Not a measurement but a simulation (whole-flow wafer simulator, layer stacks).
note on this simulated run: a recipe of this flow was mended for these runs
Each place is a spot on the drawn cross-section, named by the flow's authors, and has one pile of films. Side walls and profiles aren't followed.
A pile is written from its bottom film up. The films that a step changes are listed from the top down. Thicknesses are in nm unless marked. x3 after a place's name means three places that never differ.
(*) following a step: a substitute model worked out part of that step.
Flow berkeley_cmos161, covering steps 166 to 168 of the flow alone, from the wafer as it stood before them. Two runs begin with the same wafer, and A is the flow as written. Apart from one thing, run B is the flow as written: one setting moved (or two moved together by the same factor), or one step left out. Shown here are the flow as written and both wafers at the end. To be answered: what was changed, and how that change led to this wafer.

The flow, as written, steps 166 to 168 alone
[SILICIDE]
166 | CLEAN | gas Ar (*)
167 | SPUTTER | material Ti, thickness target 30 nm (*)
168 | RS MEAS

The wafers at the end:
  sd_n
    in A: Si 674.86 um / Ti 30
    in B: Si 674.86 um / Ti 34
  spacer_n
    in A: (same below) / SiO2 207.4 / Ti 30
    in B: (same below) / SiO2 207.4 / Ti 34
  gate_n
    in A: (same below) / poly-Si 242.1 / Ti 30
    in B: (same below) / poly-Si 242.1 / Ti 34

What caused this: step 167, SPUTTER: thickness target 34 nm was run, whereas the flow has thickness target 30 nm.
The wafer lets one read it off: sd_n has Ti 34, and step 167 as written asks for 30 nm.

The path from the change to this, step by step:
  167 | SPUTTER | material Ti, thickness target 30 nm (*)
      field, sd_n, spacer_n, gate_n, sd_p, spacer_p, gate_p, contact x2: A Ti gains 30 (new film) | B Ti gains 34 (new film)
